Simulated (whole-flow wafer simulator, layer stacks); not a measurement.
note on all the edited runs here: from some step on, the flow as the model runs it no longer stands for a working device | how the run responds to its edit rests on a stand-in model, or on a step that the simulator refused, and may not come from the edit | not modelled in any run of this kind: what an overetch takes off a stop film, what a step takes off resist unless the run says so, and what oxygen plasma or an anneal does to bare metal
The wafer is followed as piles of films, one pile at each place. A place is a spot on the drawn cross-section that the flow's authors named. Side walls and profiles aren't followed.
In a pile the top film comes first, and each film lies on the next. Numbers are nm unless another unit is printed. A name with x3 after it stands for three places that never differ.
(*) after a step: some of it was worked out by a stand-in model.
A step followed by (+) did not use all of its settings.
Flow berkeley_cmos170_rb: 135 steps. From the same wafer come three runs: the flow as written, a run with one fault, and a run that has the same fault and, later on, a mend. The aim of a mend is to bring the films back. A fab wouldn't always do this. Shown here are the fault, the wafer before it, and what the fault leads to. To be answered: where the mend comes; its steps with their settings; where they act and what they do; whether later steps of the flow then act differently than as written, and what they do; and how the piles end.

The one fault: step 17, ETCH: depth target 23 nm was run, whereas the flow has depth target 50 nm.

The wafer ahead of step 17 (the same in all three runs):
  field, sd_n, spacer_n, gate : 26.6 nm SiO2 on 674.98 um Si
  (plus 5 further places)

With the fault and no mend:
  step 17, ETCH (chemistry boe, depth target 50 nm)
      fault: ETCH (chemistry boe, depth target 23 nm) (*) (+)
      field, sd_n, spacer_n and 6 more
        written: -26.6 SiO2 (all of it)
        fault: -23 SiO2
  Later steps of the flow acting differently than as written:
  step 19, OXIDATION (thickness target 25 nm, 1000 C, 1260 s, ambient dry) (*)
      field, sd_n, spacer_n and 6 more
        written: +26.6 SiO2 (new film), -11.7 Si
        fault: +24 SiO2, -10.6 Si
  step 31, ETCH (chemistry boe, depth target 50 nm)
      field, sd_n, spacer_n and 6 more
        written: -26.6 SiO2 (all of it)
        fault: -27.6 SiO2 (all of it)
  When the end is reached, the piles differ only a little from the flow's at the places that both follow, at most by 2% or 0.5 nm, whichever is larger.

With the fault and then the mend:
  The mend follows step 17.
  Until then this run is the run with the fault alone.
  step 17a, ETCH (chemistry boe, depth target 27 nm) (the flow's step 17 again, with other settings)
      field, sd_n, spacer_n and 6 more
        -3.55 SiO2 (all of it)
  None of the later steps of the flow acts differently than as written at any place that is followed.
  At every place that both follow, the piles at the end match the flow's.
